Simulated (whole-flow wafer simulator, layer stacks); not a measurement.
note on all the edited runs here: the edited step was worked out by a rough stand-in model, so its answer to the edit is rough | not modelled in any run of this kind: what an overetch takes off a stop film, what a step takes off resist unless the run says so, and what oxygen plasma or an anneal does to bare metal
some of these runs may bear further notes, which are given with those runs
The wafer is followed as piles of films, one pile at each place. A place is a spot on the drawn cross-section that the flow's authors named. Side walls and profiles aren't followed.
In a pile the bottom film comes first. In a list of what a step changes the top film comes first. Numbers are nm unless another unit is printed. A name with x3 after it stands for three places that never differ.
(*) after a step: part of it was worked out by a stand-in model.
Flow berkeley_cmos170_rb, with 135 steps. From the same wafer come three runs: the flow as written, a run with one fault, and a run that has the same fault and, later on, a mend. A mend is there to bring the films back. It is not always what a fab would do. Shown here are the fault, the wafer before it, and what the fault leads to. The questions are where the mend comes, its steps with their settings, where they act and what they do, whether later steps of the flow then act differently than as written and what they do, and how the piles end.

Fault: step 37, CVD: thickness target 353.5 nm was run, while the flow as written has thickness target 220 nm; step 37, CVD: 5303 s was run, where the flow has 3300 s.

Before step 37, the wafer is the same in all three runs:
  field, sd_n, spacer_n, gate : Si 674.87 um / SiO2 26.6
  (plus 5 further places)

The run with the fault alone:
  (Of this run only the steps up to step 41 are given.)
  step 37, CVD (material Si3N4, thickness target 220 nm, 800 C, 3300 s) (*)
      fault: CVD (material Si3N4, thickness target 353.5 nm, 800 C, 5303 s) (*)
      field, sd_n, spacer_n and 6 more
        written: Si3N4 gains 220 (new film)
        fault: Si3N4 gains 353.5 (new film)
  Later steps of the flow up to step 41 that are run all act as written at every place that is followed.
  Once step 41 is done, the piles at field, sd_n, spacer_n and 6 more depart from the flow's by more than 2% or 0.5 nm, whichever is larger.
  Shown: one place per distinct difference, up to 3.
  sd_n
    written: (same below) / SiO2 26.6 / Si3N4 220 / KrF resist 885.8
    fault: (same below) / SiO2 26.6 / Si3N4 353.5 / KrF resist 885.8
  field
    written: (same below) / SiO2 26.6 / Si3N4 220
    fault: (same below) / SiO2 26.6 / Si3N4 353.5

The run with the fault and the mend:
  After step 37 comes the mend.
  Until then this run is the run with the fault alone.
  step 37a, ETCH (chemistry h3po4, depth target 406.6 nm) (the flow's step 30, run once more with other settings)
      field, sd_n, spacer_n and 6 more
        Si3N4 loses 353.5 (all of it)
  step 37b, CLEAN (*)
      leaves every film unchanged at each place that is followed
  step 37c, CVD (material Si3N4, thickness target 220 nm, 800 C, 3300 s) (*) (the flow's step 37, run once more)
      field, sd_n, spacer_n and 6 more
        Si3N4 gains 220 (new film)
  Later steps of the flow that are run all act as written at every place that is followed.
  At every place that both follow, the piles at the end match the flow's.
